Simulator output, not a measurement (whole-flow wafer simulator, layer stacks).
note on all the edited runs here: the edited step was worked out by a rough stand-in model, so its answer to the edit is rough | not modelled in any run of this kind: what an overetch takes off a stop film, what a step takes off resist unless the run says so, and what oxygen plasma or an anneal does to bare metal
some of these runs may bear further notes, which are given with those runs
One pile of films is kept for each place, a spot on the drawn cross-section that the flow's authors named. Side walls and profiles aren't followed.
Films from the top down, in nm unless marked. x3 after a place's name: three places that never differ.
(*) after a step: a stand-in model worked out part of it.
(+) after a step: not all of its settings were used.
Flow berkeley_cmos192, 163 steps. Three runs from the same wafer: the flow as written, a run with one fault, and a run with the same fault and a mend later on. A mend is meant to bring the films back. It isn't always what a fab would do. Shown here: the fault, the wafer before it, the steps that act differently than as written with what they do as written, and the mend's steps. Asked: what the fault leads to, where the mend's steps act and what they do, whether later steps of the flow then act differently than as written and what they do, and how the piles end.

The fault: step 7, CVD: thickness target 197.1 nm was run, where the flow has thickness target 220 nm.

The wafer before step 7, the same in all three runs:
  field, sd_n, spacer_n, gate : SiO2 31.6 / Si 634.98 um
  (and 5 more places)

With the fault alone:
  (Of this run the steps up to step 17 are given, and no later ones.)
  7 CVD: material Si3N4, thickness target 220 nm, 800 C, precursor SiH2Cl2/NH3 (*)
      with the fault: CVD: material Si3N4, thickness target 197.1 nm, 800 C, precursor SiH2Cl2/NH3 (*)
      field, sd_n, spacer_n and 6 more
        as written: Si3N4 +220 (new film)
        with the fault: Si3N4 +197.1 (new film)
  Later steps of the flow that act differently than as written:
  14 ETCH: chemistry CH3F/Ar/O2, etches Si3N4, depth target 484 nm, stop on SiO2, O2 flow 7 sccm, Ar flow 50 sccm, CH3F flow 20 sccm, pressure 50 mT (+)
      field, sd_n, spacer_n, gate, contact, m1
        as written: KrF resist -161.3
        with the fault: KrF resist -146.1
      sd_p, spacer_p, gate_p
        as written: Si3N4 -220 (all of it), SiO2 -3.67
        with the fault: Si3N4 -197.1 (all of it), SiO2 -3.67
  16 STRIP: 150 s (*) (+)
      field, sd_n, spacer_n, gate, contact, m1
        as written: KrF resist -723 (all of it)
        with the fault: KrF resist -738.3 (all of it)
  After step 17 the piles differ from the flow's by more than 2% or 0.5 nm, whichever is larger, at field, sd_n, spacer_n, gate, contact, m1.
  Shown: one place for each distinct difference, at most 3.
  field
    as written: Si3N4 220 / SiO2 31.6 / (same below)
    with the fault: Si3N4 197.1 / SiO2 31.6 / (same below)

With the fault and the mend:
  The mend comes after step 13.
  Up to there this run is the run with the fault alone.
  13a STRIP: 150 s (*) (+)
      field, sd_n, spacer_n, gate, contact, m1
        KrF resist -884.4 (all of it)
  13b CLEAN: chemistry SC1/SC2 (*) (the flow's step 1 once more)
      changes no film at any place that is followed
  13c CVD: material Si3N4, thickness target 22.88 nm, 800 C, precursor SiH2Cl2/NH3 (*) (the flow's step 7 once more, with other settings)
      field, sd_n, spacer_n and 6 more
        Si3N4 +22.9
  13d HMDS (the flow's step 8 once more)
      changes no film at any place that is followed
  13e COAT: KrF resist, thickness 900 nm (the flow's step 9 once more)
      field, sd_n, spacer_n and 6 more
        KrF resist +900 (new film)
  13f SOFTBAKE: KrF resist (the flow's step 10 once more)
      changes no film at any place that is followed
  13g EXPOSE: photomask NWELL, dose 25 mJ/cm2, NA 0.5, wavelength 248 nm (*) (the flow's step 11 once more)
      changes no film at any place that is followed
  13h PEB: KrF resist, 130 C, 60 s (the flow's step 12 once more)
      field, sd_n, spacer_n and 6 more
        KrF resist -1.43
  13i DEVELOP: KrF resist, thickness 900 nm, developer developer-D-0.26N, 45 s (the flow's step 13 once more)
      field, sd_n, spacer_n, gate, contact, m1
        KrF resist -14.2
      sd_p, spacer_p, gate_p
        KrF resist -898.6 (all of it)
  No later step of the flow acts differently than as written at any place that is followed.
  At the end the piles are the same as the flow's at every place that both follow.
